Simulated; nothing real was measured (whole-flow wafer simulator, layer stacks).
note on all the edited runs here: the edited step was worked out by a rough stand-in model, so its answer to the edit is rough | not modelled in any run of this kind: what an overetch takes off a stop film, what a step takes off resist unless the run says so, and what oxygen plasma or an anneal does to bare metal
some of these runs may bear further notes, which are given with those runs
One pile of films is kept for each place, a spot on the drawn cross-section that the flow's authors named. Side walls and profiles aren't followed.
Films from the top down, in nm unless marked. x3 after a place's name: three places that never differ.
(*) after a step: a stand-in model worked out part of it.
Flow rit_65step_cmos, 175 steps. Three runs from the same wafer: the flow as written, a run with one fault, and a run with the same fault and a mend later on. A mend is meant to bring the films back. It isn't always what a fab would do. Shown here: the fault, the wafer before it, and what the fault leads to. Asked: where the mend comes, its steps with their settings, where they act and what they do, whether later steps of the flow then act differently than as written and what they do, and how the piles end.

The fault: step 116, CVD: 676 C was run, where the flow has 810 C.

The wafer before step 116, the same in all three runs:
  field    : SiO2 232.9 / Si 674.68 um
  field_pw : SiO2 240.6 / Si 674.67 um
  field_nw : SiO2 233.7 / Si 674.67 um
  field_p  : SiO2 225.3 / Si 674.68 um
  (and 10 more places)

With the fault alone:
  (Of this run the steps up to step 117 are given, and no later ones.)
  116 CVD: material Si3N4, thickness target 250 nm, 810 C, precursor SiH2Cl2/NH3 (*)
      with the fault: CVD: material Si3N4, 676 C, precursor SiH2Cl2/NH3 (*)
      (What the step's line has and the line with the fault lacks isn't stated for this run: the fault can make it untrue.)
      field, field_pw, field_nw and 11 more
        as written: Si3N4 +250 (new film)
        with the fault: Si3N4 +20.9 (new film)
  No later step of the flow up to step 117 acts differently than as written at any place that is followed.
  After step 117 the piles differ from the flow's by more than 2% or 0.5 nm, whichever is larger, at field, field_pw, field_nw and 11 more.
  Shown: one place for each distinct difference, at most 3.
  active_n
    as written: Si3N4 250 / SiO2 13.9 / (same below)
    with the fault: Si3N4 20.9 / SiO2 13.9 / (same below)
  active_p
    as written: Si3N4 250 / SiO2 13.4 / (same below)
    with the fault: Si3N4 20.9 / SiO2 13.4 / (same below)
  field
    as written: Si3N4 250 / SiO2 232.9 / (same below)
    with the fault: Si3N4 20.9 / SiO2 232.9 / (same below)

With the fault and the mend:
  The mend comes after step 117.
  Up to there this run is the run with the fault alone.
  117a ETCH: chemistry h3po4, depth target 24.02 nm
      field, field_pw, field_nw and 11 more
        Si3N4 -20.9 (all of it)
  117b CLEAN: chemistry SC2, 75 C, 600 s (the flow's step 115 once more)
      changes no film at any place that is followed
  117c CVD: material Si3N4, thickness target 250 nm, 810 C, precursor SiH2Cl2/NH3 (*) (the flow's step 116 once more)
      field, field_pw, field_nw and 11 more
        Si3N4 +250 (new film)
  No later step of the flow acts differently than as written at any place that is followed.
  At the end the piles are the same as the flow's at every place that both follow.
